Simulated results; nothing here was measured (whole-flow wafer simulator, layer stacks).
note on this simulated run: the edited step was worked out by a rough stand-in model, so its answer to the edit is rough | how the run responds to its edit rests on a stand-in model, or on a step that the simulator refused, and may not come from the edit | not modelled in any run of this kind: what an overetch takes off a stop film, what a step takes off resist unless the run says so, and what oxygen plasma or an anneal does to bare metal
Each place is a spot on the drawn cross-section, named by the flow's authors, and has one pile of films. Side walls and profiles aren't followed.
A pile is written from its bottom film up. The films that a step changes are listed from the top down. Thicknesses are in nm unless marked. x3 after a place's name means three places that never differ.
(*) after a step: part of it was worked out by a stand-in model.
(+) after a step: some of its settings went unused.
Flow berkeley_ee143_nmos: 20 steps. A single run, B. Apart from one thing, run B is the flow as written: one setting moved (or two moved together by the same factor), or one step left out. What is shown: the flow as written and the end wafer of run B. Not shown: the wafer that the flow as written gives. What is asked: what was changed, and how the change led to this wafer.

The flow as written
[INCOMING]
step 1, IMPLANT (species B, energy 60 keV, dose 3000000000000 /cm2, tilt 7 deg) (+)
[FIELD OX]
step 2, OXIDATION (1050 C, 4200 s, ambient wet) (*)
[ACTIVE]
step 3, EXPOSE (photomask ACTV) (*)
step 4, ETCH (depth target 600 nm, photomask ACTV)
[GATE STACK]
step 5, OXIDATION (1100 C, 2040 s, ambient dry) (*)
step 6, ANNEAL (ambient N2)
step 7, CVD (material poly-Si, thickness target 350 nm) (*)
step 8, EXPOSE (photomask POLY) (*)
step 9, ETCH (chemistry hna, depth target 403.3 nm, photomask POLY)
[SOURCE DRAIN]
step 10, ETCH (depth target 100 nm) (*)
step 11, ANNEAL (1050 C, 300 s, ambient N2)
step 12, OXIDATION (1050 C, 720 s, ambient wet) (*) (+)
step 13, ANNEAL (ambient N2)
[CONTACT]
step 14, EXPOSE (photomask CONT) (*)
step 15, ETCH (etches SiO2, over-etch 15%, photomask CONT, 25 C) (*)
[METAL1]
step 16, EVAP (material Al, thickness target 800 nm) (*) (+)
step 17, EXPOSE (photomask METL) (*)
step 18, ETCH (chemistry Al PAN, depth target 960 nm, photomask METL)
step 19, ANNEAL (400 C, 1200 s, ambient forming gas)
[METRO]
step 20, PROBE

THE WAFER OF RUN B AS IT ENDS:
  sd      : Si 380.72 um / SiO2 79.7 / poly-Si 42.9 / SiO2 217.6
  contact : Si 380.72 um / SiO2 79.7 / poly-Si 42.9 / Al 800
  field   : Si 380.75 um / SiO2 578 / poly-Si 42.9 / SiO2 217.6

The reason: step 7, CVD: thickness target 542 nm was run, though the flow has thickness target 350 nm.

Step by step, how the change led to this:
  step 7, CVD (material poly-Si, thickness target 350 nm) (*)
      gate, sd, contact, field: +542 poly-Si (new film) (in the flow as written it would be: +350 poly-Si (new film))
  step 9, ETCH (chemistry hna, depth target 403.3 nm, photomask POLY)
      sd, contact, field: -403.3 poly-Si (in the flow as written it would be: -350 poly-Si (all of it))
  step 10, ETCH (depth target 100 nm) (*)
      sd, contact: nothing (in the flow as written it would be: -79.7 SiO2 (all of it))
      field: nothing (in the flow as written it would be: -100 SiO2)
  step 12, OXIDATION (1050 C, 720 s, ambient wet) (*) (+)
      sd, contact: +217.6 SiO2 (new film), -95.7 poly-Si (in the flow as written it would be: +189.4 SiO2 (new film), -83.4 Si)
      field: +217.6 SiO2 (new film), -95.7 poly-Si (in the flow as written it would be: +69.1 SiO2, -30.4 Si)
  step 15, ETCH (etches SiO2, over-etch 15%, photomask CONT, 25 C) (*)
      contact: -217.6 SiO2 (all of it) (in the flow as written it would be: -189.4 SiO2 (all of it))
